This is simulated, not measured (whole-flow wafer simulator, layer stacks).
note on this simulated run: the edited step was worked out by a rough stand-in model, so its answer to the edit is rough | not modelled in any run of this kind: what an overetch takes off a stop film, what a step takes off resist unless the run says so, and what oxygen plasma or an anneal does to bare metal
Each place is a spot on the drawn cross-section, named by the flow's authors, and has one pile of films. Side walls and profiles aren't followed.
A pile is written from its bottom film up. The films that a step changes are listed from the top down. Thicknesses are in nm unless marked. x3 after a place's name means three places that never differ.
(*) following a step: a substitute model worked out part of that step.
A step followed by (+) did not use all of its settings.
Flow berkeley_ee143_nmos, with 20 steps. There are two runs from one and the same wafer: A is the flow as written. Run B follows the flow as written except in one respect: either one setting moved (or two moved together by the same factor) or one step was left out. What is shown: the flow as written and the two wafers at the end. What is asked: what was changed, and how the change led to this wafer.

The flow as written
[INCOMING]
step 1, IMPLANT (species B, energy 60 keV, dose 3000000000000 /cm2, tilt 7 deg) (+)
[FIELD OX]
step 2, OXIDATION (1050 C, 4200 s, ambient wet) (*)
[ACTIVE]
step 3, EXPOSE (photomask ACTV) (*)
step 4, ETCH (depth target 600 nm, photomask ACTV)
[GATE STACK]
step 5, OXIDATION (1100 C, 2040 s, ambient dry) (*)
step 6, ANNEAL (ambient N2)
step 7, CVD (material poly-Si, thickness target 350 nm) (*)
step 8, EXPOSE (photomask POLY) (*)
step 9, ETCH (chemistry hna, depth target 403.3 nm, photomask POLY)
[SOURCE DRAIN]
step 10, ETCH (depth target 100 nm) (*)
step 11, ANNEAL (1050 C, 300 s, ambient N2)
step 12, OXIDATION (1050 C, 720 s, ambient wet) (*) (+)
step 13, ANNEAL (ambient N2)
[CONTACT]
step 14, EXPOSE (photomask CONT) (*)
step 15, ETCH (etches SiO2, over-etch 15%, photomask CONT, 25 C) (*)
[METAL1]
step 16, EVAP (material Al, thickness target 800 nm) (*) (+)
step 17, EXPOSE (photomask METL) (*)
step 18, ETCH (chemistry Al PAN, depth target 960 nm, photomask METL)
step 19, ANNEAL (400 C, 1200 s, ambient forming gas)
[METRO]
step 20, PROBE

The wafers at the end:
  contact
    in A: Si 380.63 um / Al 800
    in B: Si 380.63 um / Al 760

Cause: step 16, EVAP: thickness target 760 nm was run, though the flow has thickness target 800 nm.
One can read it off the wafer: contact has Al 760, and step 16 as written asks for 800 nm.

Step by step, how the change led to this:
  step 16, EVAP (material Al, thickness target 800 nm) (*) (+)
      gate, sd, contact, field: A +800 Al (new film) | B +760 Al (new film)
  step 18, ETCH (chemistry Al PAN, depth target 960 nm, photomask METL)
      gate, sd, field: A -800 Al (all of it) | B -760 Al (all of it)
